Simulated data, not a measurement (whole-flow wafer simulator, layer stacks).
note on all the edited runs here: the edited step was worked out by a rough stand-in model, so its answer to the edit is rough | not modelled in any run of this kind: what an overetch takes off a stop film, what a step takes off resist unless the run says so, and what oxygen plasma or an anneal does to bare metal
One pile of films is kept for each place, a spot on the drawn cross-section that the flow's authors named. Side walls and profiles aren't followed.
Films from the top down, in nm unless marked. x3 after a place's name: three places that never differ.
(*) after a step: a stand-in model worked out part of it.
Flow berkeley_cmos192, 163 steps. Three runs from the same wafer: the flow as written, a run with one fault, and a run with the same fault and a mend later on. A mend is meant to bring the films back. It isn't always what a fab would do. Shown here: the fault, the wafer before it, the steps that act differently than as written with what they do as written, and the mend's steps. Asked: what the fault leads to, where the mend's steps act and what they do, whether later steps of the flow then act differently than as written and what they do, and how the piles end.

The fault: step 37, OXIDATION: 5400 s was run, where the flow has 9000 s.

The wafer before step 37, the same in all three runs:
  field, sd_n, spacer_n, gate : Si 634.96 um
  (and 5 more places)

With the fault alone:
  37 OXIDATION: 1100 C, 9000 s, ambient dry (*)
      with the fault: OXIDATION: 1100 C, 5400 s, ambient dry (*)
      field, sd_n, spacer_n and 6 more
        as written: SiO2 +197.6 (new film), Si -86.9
        with the fault: SiO2 +144.5 (new film), Si -63.6
  Later steps of the flow that act differently than as written:
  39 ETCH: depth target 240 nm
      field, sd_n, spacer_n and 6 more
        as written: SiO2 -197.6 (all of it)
        with the fault: SiO2 -144.5 (all of it)
  At the end the piles differ from the flow's only slightly at the places that both follow, by at most 2% or 0.5 nm, whichever is larger.

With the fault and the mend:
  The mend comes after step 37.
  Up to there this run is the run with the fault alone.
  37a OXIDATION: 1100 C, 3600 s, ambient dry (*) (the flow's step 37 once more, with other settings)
      field, sd_n, spacer_n and 6 more
        SiO2 +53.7, Si -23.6
  No later step of the flow acts differently than as written, at any place that is followed, by more than 2% or 0.5 nm, whichever is larger.
  At the end the piles differ from the flow's only slightly at the places that both follow, by at most 2% or 0.5 nm, whichever is larger.
